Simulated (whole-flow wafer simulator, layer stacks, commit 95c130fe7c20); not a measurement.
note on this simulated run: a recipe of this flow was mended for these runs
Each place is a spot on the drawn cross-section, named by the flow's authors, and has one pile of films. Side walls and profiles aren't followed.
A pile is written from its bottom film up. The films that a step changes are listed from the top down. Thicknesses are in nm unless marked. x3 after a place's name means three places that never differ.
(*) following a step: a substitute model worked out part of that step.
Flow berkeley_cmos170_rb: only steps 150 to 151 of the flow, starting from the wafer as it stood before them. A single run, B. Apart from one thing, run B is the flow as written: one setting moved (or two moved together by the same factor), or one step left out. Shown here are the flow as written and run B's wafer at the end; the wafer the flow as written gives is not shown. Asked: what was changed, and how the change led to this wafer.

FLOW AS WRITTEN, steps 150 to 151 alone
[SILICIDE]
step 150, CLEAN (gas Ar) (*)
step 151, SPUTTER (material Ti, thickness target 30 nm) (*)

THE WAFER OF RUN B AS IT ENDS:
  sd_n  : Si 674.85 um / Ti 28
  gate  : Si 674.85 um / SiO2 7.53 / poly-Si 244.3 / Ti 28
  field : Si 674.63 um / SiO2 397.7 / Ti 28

The reason: step 151, SPUTTER: thickness target 28 nm was run, while the flow as written has thickness target 30 nm.
One can read it off the wafer: sd_n has Ti 28, and step 151 as written asks for 30 nm.

The path from the change to this, step by step:
  step 151, SPUTTER (material Ti, thickness target 30 nm) (*)
      field, sd_n, spacer_n, gate, spacer_p, gate_p, contact, m1: Ti gains 28 (new film) (as written it would have been: Ti gains 30 (new film))
      sd_p: Ti gains 26 (new film) (as written it would have been: Ti gains 27.9 (new film))
